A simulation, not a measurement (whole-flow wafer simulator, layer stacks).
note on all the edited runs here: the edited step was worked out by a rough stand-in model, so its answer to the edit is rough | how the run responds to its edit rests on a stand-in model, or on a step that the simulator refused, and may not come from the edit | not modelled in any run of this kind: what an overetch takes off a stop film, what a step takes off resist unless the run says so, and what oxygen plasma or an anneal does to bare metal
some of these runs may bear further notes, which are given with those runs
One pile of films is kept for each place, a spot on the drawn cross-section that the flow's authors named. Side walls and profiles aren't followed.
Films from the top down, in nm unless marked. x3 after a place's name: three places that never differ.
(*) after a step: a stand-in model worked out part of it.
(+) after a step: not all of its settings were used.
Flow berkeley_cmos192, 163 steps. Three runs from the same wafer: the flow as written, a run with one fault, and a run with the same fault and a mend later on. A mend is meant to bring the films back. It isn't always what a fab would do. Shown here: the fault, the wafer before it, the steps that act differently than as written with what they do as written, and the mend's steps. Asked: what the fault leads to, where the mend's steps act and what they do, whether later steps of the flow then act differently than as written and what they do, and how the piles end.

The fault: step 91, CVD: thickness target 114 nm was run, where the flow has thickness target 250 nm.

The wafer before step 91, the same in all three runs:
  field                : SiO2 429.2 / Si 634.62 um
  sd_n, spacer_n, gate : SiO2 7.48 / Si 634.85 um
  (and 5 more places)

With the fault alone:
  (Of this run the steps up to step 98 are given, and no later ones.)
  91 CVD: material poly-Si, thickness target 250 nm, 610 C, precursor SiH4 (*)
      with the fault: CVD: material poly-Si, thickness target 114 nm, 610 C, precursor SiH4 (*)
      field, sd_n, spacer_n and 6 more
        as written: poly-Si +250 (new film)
        with the fault: poly-Si +114 (new film)
  Later steps of the flow that act differently than as written (3 more steps differ only slightly, by at most 2% or 0.5 nm, whichever is larger, and aren't shown):
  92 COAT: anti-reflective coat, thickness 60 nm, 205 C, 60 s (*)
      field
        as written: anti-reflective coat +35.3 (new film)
        with the fault: anti-reflective coat +33.7 (new film)
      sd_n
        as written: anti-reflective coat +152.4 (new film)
        with the fault: anti-reflective coat +145.6 (new film)
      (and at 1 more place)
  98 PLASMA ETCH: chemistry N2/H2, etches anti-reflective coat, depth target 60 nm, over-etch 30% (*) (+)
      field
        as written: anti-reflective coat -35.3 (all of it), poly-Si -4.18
        with the fault: anti-reflective coat -33.7 (all of it), poly-Si -3.99
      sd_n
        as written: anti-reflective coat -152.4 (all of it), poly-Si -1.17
        with the fault: anti-reflective coat -145.6 (all of it), poly-Si -1.12
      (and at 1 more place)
  After step 98 the piles differ from the flow's by more than 2% or 0.5 nm, whichever is larger, at field, sd_n, spacer_n and 6 more.
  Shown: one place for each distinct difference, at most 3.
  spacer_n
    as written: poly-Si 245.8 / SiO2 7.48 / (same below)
    with the fault: poly-Si 110 / SiO2 7.48 / (same below)
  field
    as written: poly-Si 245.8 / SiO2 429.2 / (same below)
    with the fault: poly-Si 110 / SiO2 429.2 / (same below)
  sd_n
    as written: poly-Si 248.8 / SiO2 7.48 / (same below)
    with the fault: poly-Si 112.9 / SiO2 7.48 / (same below)

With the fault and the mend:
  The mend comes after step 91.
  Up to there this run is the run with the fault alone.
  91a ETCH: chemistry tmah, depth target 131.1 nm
      field, sd_n, spacer_n and 6 more
        poly-Si -114 (all of it)
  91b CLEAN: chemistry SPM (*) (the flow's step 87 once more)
      changes no film at any place that is followed
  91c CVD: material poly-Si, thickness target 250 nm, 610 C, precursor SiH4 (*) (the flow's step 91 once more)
      field, sd_n, spacer_n and 6 more
        poly-Si +250 (new film)
  No later step of the flow acts differently than as written, at any place that is followed, by more than 2% or 0.5 nm, whichever is larger.
  At the end the piles are the same as the flow's at every place that both follow.
